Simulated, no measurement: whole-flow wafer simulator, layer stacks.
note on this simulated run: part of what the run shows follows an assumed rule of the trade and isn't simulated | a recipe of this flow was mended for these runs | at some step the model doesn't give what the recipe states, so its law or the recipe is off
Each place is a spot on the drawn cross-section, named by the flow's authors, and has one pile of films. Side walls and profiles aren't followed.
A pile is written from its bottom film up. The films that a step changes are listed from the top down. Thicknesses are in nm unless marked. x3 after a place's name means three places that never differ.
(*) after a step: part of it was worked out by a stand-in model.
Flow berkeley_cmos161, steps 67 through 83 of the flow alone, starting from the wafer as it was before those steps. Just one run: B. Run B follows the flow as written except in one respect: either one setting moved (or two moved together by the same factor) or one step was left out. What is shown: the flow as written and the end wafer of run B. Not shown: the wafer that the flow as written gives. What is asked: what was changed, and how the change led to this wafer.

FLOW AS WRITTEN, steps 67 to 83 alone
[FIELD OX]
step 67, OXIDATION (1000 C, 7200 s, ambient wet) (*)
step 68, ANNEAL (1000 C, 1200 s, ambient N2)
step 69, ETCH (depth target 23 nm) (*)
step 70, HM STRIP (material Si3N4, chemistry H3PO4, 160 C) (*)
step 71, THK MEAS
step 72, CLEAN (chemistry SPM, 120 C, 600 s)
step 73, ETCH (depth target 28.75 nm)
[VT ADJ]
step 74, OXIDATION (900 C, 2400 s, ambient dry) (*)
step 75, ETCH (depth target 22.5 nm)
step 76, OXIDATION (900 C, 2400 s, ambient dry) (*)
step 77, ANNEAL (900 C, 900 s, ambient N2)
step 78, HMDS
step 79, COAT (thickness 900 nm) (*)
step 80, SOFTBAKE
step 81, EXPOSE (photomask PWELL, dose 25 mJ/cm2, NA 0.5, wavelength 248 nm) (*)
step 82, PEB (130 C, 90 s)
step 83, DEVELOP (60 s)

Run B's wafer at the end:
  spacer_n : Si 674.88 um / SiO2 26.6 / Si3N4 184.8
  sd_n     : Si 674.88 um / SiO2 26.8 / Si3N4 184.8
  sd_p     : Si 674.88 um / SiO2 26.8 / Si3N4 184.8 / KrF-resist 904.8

What caused this: step 69, ETCH: depth target 10 nm was run, though the flow has depth target 23 nm.

Step by step, how the change led to this:
  step 69, ETCH (depth target 23 nm) (*)
      sd_n, spacer_n, gate_n, sd_p, spacer_p, gate_p, contact, m1: SiO2 loses 10 (it would be, as written: SiO2 loses 12.1 (all of it), Si3N4 loses 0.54)
      field: SiO2 loses 10 (it would be, as written: SiO2 loses 23)
  step 70, HM STRIP (material Si3N4, chemistry H3PO4, 160 C) (*)
      sd_n, spacer_n, gate_n, sd_p, spacer_p, gate_p, contact, m1: nothing (it would be, as written: Si3N4 loses 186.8 (all of it), SiO2 loses 8.69)
      field: nothing (it would be, as written: SiO2 loses 14.5)
  step 73, ETCH (depth target 28.75 nm)
      spacer_n, gate_n, spacer_p, gate_p, contact, m1: SiO2 loses 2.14 (all of it), Si3N4 loses 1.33 (it would be, as written: SiO2 loses 17.9 (all of it))
      sd_n, sd_p: SiO2 loses 2.14 (all of it), Si3N4 loses 1.33 (it would be, as written: SiO2 loses 18.1 (all of it))
  step 74, OXIDATION (900 C, 2400 s, ambient dry) (*)
      sd_n, spacer_n, gate_n, sd_p, spacer_p, gate_p, contact, m1: nothing (it would be, as written: SiO2 gains 14.9 (new film), Si loses 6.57)
  step 75, ETCH (depth target 22.5 nm)
      sd_n, spacer_n, gate_n, sd_p, spacer_p, gate_p, contact, m1: Si3N4 loses 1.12 (it would be, as written: SiO2 loses 14.9 (all of it))
  step 76, OXIDATION (900 C, 2400 s, ambient dry) (*)
      sd_n, spacer_n, gate_n, sd_p, spacer_p, gate_p, contact, m1: nothing (it would be, as written: SiO2 gains 14.9 (new film), Si loses 6.57)
  step 79, COAT (thickness 900 nm) (*)
      field: KrF-resist gains 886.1 (new film) (it would be, as written: KrF-resist gains 838.3 (new film))
      sd_n: KrF-resist gains 926.2 (new film) (it would be, as written: KrF-resist gains 1020.9 (new film))
      (and at 7 other places as well)
  step 83, DEVELOP (60 s)
      field: KrF-resist loses 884 (all of it) (it would be, as written: KrF-resist loses 836.4 (all of it))
      sd_n: KrF-resist loses 924 (all of it) (it would be, as written: KrF-resist loses 1018.4 (all of it))
      (and at 4 other places as well)
